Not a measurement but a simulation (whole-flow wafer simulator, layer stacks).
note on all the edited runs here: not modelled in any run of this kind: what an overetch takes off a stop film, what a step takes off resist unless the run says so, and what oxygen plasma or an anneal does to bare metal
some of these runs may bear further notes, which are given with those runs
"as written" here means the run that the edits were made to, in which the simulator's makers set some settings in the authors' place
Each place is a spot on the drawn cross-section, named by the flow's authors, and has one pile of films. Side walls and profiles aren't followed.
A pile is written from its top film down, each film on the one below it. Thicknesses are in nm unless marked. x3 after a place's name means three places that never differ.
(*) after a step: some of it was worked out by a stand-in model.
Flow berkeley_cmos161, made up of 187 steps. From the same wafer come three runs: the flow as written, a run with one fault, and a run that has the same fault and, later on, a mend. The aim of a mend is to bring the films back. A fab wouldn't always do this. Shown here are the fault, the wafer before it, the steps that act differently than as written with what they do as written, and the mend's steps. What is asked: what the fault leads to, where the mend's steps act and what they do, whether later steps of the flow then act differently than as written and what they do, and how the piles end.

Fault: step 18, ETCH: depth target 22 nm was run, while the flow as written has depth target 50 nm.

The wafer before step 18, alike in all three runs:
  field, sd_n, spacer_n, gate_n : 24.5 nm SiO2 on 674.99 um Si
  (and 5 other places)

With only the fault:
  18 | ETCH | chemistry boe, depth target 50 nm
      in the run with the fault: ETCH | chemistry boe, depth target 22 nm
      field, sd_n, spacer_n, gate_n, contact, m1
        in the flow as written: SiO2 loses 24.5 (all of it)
        in the run with the fault: SiO2 loses 22
  Steps later in the flow that act otherwise than as written (37 more steps, not shown, differ only slightly: by at most 2% or 0.5 nm, whichever is larger):
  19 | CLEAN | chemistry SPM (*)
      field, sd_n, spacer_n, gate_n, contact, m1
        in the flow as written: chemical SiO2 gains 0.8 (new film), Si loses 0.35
        in the run with the fault: nothing
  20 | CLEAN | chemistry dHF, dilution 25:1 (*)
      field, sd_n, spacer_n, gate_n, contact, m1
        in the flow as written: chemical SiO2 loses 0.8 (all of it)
        in the run with the fault: SiO2 loses 2.49 (all of it)
  At the end the piles are close to the flow's at the places that both follow, differing by at most 2% or 0.5 nm, whichever is larger.

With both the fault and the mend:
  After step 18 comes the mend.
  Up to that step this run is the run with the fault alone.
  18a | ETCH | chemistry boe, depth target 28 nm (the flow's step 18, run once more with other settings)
      field, sd_n, spacer_n, gate_n, contact, m1
        SiO2 loses 2.49 (all of it)
  Every later step of the flow that is run acts as written at every place that is followed.
  By the end, the piles equal the flow's at every place that both follow.
